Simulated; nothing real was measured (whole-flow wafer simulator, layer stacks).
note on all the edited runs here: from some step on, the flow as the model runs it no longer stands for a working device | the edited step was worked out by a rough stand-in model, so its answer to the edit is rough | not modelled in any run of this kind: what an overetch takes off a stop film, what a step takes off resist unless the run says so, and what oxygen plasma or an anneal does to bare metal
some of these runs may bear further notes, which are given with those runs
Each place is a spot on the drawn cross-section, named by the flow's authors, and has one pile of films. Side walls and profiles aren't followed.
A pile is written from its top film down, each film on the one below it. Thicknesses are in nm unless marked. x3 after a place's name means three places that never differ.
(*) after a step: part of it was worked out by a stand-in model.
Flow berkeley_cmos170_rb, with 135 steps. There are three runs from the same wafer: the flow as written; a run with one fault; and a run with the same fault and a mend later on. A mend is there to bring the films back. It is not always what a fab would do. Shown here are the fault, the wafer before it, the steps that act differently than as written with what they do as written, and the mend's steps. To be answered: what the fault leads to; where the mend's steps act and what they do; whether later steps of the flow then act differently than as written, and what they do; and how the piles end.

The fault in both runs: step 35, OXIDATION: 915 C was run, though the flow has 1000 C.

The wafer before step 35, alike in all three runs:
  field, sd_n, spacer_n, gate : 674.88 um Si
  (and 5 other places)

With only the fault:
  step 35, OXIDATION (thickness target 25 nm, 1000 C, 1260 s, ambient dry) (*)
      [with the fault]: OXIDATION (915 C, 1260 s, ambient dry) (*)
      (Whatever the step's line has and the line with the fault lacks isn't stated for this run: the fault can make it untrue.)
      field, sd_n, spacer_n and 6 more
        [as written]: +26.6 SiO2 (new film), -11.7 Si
        [with the fault]: +11.5 SiO2 (new film), -5.07 Si
  Steps later in the flow that act otherwise than as written (35 more steps, not shown, differ only slightly: by at most 2% or 0.5 nm, whichever is larger):
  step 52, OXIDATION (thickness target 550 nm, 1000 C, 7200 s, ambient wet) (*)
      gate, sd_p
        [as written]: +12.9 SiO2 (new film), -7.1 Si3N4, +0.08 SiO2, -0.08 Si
        [with the fault]: +12.9 SiO2 (new film), -7.1 Si3N4
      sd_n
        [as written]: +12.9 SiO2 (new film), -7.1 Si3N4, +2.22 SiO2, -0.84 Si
        [with the fault]: +12.9 SiO2 (new film), -7.1 Si3N4
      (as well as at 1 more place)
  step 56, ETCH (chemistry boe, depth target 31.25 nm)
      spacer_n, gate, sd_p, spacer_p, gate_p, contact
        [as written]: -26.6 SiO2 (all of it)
        [with the fault]: -11.5 SiO2 (all of it)
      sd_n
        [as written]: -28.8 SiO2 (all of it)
        [with the fault]: -11.5 SiO2 (all of it)
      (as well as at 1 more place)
  At the end the piles are close to the flow's at the places that both follow, differing by at most 2% or 0.5 nm, whichever is larger.

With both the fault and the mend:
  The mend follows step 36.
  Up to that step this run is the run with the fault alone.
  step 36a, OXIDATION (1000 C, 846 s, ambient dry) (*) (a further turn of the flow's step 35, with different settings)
      field, sd_n, spacer_n and 6 more
        +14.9 SiO2, -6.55 Si
  None of the later steps of the flow differs from how it acts as written, at any place that is followed, by more than 2% or 0.5 nm, whichever is larger.
  At the end the piles are close to the flow's at the places that both follow, differing by at most 2% or 0.5 nm, whichever is larger.
